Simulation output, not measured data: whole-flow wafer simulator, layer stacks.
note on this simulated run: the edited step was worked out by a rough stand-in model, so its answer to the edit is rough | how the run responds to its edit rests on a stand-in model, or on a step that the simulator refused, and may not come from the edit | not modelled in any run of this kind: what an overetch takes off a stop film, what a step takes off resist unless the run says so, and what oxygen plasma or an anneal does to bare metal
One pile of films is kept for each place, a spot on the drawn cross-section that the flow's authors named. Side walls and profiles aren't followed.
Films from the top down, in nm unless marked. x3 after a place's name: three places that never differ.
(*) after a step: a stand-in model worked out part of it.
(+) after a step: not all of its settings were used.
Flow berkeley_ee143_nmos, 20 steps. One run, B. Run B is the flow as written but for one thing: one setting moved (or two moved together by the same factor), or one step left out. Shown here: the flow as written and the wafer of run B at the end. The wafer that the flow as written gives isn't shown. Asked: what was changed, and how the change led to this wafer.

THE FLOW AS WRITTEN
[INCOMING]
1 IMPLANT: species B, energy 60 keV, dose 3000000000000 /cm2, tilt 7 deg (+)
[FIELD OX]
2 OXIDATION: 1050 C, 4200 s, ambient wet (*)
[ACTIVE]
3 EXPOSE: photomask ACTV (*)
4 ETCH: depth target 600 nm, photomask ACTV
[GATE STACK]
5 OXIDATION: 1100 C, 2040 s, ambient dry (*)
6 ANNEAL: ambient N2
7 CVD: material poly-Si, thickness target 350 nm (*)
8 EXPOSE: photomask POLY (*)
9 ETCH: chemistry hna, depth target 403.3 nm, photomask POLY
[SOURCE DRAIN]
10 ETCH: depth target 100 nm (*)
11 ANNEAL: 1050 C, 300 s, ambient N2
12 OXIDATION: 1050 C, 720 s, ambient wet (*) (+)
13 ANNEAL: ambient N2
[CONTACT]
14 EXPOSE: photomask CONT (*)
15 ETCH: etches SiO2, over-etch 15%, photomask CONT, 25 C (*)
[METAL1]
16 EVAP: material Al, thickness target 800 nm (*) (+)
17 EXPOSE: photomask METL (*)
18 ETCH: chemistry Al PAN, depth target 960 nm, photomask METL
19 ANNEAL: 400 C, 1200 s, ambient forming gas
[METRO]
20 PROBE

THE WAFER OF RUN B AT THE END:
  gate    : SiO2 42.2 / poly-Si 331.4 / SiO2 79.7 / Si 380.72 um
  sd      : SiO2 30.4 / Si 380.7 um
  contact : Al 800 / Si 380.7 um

The cause: step 12, OXIDATION: 892 C was run, where the flow has 1050 C.

How the change led to this, step by step:
  12 OXIDATION: 1050 C, 720 s, ambient wet (*) (+)
      sd, contact: SiO2 +30.4 (new film), Si -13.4 (as written it would be: SiO2 +189.4 (new film), Si -83.4)
      gate: SiO2 +42.2 (new film), poly-Si -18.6 (as written it would be: SiO2 +217.6 (new film), poly-Si -95.7)
      (and at 1 more place)
  15 ETCH: etches SiO2, over-etch 15%, photomask CONT, 25 C (*)
      contact: SiO2 -30.4 (all of it) (as written it would be: SiO2 -189.4 (all of it))
